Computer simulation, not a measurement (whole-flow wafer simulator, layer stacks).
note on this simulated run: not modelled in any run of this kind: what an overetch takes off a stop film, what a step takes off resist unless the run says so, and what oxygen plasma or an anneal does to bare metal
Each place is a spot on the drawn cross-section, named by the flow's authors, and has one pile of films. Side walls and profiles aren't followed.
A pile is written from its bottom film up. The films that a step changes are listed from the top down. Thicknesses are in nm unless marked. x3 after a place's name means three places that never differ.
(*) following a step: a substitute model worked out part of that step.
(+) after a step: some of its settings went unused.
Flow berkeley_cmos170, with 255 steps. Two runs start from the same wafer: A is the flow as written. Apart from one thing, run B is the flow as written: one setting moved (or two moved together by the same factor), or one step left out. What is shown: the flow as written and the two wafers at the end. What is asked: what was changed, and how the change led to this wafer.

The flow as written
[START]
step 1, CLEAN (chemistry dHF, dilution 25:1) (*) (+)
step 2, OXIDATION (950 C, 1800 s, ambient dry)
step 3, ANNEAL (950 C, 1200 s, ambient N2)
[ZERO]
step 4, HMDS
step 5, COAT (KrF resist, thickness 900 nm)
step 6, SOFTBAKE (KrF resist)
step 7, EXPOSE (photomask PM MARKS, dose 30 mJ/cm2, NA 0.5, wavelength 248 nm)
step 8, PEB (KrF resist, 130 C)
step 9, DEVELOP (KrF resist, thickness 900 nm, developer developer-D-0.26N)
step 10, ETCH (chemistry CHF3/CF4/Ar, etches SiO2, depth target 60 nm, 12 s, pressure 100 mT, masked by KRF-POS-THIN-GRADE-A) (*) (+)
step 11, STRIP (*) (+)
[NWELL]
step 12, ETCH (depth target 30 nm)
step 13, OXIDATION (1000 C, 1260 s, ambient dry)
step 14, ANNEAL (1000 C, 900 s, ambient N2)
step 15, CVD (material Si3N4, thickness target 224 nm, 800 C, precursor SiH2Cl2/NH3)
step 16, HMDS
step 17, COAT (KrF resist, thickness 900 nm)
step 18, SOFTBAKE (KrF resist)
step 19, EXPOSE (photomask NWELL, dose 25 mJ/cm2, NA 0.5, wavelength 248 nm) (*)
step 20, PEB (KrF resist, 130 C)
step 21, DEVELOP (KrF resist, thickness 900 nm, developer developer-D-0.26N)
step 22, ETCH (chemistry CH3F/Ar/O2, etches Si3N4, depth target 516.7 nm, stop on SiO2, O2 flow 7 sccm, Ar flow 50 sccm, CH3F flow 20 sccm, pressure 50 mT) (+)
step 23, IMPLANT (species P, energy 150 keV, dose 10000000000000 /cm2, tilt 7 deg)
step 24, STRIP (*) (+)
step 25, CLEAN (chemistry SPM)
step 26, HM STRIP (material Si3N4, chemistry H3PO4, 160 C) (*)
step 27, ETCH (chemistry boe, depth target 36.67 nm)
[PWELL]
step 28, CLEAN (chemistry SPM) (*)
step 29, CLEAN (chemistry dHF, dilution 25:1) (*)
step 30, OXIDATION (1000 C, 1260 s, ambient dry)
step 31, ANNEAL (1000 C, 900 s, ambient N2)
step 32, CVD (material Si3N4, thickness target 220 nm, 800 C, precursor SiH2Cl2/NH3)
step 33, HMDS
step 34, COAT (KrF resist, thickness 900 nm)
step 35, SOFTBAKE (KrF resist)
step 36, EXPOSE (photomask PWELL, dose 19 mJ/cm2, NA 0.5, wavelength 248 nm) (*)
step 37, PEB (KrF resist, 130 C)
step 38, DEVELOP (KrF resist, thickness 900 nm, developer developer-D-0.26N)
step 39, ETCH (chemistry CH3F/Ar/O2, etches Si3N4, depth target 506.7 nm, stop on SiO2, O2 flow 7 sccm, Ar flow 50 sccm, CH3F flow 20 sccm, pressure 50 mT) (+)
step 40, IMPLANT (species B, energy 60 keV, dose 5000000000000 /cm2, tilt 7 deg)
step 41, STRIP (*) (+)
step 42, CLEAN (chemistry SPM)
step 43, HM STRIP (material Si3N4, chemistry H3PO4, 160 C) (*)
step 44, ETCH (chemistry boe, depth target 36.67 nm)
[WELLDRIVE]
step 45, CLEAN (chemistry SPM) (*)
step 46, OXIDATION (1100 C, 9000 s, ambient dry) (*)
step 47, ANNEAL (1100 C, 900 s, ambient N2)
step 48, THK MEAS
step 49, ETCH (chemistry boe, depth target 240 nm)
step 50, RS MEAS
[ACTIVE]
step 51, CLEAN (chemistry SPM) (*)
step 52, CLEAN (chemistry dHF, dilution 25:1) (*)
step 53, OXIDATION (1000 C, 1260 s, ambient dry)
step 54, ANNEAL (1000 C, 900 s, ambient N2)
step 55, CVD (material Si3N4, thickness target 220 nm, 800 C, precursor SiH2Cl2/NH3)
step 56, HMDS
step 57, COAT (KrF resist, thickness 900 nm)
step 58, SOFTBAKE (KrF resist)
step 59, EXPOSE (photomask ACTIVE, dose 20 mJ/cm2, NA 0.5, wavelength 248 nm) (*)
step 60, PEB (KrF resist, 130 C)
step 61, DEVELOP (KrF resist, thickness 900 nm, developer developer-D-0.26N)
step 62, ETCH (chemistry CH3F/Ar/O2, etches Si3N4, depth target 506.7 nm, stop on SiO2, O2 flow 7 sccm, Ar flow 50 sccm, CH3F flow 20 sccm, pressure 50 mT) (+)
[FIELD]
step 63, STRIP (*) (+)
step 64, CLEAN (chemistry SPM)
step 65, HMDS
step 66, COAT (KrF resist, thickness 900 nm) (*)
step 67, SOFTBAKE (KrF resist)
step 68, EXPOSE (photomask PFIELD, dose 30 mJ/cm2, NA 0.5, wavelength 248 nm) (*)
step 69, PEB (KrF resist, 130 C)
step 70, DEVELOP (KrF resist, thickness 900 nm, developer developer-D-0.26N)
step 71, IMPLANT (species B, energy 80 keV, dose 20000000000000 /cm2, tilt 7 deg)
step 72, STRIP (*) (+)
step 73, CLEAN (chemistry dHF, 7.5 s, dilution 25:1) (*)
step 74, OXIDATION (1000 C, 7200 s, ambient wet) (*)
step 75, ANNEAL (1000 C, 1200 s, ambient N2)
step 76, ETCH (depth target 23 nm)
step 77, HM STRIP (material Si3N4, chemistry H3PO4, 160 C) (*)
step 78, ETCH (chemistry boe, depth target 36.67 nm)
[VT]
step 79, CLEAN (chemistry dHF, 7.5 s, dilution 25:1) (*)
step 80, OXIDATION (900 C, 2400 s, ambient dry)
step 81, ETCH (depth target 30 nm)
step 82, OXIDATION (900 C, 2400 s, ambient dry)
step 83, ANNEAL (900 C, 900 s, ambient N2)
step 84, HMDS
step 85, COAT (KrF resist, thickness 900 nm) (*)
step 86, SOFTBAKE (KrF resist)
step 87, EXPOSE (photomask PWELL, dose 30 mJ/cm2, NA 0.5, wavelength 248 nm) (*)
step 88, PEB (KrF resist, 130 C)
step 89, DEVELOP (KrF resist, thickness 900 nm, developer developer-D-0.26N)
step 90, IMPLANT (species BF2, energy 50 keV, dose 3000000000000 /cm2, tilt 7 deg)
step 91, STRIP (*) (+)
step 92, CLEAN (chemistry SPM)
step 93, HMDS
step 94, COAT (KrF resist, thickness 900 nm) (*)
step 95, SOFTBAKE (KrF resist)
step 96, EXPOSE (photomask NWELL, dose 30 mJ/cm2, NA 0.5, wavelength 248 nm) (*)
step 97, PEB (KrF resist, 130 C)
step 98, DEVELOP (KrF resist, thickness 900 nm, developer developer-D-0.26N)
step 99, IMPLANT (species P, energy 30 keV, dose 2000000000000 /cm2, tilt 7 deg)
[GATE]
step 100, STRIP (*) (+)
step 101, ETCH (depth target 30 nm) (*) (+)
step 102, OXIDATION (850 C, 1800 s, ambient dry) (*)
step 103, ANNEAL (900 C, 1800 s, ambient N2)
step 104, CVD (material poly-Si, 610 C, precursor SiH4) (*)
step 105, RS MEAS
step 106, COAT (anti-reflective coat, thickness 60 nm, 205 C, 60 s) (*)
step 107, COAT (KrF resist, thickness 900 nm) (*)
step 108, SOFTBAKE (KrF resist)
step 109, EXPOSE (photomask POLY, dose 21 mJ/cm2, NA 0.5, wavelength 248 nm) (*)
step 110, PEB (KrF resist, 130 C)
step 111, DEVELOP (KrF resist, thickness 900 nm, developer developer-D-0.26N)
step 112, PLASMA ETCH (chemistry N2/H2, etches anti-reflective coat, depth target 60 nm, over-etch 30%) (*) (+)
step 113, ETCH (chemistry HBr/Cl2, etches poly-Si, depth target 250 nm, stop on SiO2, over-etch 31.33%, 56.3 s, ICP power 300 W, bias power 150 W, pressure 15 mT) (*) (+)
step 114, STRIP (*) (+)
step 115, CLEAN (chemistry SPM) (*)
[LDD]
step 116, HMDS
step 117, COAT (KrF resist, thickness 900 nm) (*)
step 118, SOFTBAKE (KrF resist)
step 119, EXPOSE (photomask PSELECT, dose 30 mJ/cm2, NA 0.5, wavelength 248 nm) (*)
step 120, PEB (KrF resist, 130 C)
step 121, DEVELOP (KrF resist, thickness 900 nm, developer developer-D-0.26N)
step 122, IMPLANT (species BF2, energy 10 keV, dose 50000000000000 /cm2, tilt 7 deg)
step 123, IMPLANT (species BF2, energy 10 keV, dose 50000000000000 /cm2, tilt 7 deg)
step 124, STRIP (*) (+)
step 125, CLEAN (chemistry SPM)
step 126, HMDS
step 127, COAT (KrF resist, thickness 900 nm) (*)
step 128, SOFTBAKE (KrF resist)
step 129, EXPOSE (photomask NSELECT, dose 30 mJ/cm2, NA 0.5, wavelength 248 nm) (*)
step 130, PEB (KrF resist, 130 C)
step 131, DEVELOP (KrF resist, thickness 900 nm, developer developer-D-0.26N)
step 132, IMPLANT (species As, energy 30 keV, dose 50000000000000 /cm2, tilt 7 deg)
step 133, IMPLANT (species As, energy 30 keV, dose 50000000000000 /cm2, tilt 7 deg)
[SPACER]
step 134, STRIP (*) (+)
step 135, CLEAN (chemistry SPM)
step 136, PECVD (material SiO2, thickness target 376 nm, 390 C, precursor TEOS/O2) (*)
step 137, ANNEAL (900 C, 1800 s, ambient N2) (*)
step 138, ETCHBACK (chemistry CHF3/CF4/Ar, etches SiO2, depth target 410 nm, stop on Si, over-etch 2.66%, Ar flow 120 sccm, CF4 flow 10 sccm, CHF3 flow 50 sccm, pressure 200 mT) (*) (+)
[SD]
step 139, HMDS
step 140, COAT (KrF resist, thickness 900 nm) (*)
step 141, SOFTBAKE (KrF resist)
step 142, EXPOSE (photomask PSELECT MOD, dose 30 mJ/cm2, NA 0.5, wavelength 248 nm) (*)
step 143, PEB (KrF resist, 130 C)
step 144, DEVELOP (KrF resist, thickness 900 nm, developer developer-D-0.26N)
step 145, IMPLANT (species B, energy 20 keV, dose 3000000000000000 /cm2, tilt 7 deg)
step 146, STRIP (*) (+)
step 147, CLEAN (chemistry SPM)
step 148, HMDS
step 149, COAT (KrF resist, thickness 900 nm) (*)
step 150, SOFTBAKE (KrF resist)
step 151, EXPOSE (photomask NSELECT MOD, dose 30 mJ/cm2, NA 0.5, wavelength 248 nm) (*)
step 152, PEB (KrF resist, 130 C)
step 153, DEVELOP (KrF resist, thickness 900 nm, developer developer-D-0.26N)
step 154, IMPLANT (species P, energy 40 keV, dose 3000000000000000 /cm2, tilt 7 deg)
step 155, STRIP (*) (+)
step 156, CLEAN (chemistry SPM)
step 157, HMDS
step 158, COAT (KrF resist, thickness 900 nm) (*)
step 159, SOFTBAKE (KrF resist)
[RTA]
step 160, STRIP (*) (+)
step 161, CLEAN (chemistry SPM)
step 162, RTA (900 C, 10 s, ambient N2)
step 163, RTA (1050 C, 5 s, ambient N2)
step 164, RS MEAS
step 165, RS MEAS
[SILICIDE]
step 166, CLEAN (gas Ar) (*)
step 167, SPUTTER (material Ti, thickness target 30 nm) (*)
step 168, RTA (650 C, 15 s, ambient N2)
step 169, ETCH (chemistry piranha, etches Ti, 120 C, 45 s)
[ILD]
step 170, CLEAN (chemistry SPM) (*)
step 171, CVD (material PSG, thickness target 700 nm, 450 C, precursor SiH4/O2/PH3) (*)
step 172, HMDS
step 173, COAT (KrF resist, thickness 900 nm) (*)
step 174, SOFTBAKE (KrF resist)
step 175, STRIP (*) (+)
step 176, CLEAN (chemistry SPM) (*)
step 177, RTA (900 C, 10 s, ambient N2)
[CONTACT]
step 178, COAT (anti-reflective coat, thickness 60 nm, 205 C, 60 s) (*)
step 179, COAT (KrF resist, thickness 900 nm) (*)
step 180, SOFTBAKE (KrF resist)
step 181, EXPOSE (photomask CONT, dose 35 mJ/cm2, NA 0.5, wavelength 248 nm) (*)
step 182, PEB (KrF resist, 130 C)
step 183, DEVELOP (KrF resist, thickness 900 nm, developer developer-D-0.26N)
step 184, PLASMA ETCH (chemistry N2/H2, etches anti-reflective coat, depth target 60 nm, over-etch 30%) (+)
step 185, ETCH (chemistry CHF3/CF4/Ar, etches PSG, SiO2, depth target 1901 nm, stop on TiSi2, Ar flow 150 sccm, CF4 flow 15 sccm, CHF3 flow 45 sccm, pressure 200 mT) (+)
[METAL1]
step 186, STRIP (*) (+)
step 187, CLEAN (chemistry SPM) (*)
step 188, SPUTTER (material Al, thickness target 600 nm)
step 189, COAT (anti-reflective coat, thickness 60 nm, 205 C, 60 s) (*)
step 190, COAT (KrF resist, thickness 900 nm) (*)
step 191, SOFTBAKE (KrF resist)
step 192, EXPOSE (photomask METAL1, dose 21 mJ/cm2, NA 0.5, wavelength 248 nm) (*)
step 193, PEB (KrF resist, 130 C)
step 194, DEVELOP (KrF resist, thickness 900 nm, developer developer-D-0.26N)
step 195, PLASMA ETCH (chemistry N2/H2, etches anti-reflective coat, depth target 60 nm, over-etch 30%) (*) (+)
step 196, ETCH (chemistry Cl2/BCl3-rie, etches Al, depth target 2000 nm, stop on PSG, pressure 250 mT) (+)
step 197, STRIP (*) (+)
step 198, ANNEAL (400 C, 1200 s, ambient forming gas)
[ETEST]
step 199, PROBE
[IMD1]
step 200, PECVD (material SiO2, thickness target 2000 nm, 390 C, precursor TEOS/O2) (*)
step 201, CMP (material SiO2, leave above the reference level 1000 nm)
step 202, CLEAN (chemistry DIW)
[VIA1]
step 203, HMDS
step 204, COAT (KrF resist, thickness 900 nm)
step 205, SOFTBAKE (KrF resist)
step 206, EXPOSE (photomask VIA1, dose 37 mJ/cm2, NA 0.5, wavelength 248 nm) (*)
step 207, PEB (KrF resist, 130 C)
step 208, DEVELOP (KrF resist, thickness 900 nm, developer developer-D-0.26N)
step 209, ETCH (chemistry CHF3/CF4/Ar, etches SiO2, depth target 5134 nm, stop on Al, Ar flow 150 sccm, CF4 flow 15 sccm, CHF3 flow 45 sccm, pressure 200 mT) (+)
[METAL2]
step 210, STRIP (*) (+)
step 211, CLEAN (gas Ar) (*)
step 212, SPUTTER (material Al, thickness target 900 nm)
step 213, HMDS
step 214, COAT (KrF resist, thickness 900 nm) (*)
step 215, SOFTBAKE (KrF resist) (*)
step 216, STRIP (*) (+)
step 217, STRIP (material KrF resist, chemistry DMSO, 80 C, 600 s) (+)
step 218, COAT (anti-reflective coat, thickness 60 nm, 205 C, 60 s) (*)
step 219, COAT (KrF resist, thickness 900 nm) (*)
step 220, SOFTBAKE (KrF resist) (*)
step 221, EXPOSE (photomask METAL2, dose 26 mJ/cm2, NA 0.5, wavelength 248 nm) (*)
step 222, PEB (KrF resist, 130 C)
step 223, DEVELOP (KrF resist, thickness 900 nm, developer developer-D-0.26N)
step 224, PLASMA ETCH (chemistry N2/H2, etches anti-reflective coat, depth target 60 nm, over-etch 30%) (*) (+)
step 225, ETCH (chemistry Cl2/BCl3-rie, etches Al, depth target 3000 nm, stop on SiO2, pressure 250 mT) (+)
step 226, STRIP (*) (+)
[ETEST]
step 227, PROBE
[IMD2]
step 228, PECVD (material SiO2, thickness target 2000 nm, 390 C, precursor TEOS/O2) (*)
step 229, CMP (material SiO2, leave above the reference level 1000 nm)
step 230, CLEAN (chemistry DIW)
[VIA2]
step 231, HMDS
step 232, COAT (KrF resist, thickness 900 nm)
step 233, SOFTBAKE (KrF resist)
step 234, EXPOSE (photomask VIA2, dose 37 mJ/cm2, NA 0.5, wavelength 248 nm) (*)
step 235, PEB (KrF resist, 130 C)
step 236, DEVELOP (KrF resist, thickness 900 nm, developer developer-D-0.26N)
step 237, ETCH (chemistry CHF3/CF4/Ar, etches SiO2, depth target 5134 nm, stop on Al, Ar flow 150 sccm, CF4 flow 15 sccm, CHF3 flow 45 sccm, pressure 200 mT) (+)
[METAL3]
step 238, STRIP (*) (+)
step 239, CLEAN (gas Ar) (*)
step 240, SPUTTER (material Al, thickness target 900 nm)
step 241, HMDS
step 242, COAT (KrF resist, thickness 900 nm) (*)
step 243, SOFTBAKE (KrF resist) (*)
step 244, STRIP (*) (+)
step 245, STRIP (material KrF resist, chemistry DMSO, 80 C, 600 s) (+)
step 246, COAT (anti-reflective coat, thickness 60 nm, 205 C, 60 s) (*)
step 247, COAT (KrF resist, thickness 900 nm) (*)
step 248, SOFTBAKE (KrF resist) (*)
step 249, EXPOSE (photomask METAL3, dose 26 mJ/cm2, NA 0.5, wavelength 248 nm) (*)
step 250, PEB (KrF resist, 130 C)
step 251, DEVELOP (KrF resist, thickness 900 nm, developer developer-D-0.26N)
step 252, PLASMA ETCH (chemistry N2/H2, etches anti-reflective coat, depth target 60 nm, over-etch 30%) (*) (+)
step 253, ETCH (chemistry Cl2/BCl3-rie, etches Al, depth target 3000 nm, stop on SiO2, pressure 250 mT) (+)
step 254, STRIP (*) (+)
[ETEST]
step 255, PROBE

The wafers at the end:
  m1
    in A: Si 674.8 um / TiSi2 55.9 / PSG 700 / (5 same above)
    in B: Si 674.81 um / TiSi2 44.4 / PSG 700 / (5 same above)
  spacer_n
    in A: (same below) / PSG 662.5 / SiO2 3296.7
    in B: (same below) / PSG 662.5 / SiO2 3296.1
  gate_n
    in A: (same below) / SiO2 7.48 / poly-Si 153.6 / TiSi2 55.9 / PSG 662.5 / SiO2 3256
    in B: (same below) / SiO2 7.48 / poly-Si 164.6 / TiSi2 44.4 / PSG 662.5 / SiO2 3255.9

Cause: step 168, RTA: 618 C was run, whereas the flow has 650 C.

How this came from the change, step by step:
  step 168, RTA (650 C, 15 s, ambient N2)
      sd_n, sd_p, contact, m1, via1, m2, via2: A -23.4 Ti, +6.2 TiSi first (new film), +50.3 TiSi2 C49 (new film), -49 Si | B -18.6 Ti, +20.9 TiSi first (new film), +16.2 TiSi2 C49 (new film), -28.3 Si
      gate_n, gate_p: A -23.4 Ti, +6.2 TiSi first (new film), +50.3 TiSi2 C49 (new film), -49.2 poly-Si | B -18.6 Ti, +20.9 TiSi first (new film), +16.2 TiSi2 C49 (new film), -28.4 poly-Si
  step 169, ETCH (chemistry piranha, etches Ti, 120 C, 45 s)
      sd_n, gate_n, sd_p and 6 more: A -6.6 Ti (all of it), -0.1 TiSi first | B -11.4 Ti (all of it), -0.1 TiSi first
  step 177, RTA (900 C, 10 s, ambient N2)
      sd_n, sd_p, contact, m1, via1, m2, via2: A under 1 film: +55.9 TiSi2 (new film), -6.09 TiSi first (all of it), -50.3 TiSi2 C49 (all of it), -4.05 Si | B under 1 film: +44.4 TiSi2 (new film), -20.8 TiSi first (all of it), -16.2 TiSi2 C49 (all of it), -13.8 Si
      gate_n, gate_p: A under 1 film: +55.9 TiSi2 (new film), -6.09 TiSi first (all of it), -50.3 TiSi2 C49 (all of it), -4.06 poly-Si | B under 1 film: +44.4 TiSi2 (new film), -20.8 TiSi first (all of it), -16.2 TiSi2 C49 (all of it), -13.9 poly-Si
